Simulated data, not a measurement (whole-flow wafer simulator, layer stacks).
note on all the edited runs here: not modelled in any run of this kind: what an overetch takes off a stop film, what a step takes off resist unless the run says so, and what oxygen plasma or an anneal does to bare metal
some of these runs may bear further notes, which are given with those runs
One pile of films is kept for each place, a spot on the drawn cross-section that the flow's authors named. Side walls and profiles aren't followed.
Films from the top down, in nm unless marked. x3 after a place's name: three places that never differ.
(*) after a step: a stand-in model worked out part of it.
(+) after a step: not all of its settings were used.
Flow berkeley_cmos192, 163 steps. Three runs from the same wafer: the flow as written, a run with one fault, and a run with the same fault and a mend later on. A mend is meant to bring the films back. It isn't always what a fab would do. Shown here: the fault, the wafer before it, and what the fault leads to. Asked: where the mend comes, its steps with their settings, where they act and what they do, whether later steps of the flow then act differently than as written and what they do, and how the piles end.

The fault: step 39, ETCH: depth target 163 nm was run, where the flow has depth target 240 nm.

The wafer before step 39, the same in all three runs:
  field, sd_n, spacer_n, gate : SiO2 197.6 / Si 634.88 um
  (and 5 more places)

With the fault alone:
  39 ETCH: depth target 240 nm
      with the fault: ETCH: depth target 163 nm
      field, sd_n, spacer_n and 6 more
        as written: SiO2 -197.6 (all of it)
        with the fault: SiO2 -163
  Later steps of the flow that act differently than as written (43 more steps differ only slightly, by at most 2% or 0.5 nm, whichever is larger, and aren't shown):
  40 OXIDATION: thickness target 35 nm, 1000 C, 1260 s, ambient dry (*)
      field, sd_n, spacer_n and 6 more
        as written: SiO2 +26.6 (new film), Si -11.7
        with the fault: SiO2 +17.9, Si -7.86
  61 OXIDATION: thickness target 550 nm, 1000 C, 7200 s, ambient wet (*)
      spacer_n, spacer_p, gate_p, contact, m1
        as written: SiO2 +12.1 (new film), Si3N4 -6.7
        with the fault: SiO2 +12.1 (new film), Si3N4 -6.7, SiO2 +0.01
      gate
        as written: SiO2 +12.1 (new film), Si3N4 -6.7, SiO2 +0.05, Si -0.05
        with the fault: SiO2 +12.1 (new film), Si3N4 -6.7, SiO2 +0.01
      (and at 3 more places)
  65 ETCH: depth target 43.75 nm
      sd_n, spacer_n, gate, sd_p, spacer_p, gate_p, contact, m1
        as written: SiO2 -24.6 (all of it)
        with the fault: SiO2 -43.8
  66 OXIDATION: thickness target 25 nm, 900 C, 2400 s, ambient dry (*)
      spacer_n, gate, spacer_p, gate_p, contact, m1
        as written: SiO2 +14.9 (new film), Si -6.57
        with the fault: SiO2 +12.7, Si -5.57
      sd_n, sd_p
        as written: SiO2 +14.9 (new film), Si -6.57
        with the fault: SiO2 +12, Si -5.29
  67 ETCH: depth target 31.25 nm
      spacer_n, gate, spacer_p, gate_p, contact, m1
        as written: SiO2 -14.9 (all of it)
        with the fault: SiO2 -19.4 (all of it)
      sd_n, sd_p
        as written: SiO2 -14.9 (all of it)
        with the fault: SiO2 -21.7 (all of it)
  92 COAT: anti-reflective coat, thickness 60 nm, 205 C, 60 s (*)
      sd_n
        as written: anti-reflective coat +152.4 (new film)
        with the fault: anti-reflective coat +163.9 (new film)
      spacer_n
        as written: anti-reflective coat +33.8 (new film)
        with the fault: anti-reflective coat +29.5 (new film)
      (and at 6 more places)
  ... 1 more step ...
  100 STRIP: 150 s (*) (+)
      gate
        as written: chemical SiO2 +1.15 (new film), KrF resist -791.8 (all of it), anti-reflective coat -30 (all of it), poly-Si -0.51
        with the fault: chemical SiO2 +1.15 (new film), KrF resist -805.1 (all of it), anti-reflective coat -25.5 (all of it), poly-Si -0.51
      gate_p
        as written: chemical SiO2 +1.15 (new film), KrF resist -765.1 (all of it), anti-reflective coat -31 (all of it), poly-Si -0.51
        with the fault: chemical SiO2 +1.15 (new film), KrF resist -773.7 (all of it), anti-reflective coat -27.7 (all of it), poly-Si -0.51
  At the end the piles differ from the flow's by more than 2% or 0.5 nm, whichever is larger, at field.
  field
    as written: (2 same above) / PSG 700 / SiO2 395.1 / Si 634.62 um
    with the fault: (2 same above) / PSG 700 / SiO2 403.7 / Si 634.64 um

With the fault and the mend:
  The mend comes after step 39.
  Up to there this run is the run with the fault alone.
  39a ETCH: depth target 77 nm (the flow's step 39 once more, with other settings)
      field, sd_n, spacer_n and 6 more
        SiO2 -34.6 (all of it)
  No later step of the flow acts differently than as written at any place that is followed.
  At the end the piles are the same as the flow's at every place that both follow.
